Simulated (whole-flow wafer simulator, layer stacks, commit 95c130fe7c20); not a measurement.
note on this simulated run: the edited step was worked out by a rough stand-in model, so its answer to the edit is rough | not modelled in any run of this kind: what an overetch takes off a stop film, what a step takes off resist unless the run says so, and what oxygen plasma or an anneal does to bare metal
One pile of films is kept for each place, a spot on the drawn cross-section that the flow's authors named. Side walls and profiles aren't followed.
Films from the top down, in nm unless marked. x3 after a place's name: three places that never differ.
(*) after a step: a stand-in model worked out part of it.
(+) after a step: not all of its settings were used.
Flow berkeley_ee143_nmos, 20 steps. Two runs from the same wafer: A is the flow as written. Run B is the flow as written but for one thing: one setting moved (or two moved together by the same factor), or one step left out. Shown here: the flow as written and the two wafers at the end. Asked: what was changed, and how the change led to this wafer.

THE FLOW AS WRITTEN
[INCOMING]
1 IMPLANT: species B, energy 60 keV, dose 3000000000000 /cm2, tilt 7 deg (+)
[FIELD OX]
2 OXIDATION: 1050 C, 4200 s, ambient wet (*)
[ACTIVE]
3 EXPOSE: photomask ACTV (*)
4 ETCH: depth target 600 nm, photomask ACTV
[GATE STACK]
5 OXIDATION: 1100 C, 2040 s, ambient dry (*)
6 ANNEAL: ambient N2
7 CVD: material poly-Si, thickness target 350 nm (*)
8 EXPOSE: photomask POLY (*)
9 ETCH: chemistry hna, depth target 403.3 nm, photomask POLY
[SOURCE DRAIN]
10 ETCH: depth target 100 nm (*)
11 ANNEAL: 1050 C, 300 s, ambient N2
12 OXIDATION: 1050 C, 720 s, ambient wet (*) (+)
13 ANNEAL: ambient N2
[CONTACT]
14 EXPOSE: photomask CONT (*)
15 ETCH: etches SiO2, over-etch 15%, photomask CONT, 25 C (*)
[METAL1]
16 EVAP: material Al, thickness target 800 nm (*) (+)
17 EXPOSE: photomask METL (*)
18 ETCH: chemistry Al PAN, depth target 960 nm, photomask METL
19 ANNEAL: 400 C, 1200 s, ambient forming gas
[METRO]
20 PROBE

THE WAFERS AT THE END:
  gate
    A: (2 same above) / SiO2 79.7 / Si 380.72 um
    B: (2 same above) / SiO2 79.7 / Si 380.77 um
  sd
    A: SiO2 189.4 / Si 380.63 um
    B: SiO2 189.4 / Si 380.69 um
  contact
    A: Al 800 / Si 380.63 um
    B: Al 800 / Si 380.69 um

The cause: step 2, OXIDATION: 2730 s was run, where the flow has 4200 s.

How the change led to this, step by step:
  2 OXIDATION: 1050 C, 4200 s, ambient wet (*)
      gate, sd, contact, field: A SiO2 +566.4 (new film), chemical SiO2 -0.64 (all of it), Si -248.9 | B SiO2 +436.6 (new film), chemical SiO2 -0.64 (all of it), Si -191.8
  4 ETCH: depth target 600 nm, photomask ACTV
      gate, sd, contact: A SiO2 -566.4 (all of it) | B SiO2 -436.6 (all of it)
  5 OXIDATION: 1100 C, 2040 s, ambient dry (*)
      field: A SiO2 +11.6, Si -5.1 | B SiO2 +14.4, Si -6.36
  12 OXIDATION: 1050 C, 720 s, ambient wet (*) (+)
      field: A SiO2 +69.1, Si -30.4 | B SiO2 +84.4, Si -37.1
